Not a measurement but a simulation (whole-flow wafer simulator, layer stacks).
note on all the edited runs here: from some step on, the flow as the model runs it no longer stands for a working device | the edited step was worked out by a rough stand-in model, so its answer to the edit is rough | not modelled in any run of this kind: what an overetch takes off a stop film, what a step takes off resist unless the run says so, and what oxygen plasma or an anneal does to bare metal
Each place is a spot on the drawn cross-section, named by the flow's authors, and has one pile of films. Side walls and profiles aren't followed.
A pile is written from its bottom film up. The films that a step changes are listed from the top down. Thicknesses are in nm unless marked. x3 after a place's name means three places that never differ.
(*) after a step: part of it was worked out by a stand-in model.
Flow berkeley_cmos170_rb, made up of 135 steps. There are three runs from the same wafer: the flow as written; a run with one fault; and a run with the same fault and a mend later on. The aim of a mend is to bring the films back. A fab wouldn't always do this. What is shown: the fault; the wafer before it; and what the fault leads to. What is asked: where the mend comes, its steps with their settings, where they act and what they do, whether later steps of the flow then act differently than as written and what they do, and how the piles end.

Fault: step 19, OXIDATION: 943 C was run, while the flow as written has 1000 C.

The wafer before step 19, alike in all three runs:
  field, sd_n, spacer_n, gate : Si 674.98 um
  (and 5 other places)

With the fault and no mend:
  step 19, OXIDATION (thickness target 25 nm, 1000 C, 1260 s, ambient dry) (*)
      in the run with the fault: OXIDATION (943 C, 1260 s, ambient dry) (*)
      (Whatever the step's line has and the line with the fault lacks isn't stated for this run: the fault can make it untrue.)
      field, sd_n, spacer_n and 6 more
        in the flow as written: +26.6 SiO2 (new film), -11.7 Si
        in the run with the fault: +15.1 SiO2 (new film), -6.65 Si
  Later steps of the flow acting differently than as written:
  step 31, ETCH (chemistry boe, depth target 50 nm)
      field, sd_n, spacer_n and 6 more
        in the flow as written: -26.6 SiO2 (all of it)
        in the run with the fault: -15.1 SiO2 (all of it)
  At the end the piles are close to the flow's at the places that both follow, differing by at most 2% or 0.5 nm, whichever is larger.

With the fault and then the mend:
  After step 20 comes the mend.
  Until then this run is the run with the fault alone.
  step 20a, OXIDATION (1000 C, 689 s, ambient dry) (*) (the flow's step 19 again, with other settings)
      field, sd_n, spacer_n and 6 more
        +11.4 SiO2, -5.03 Si
  Later steps of the flow that are run all act as written at every place that is followed, up to a difference of at most 2% or 0.5 nm, whichever is larger.
  At every place that both follow, the piles at the end match the flow's.
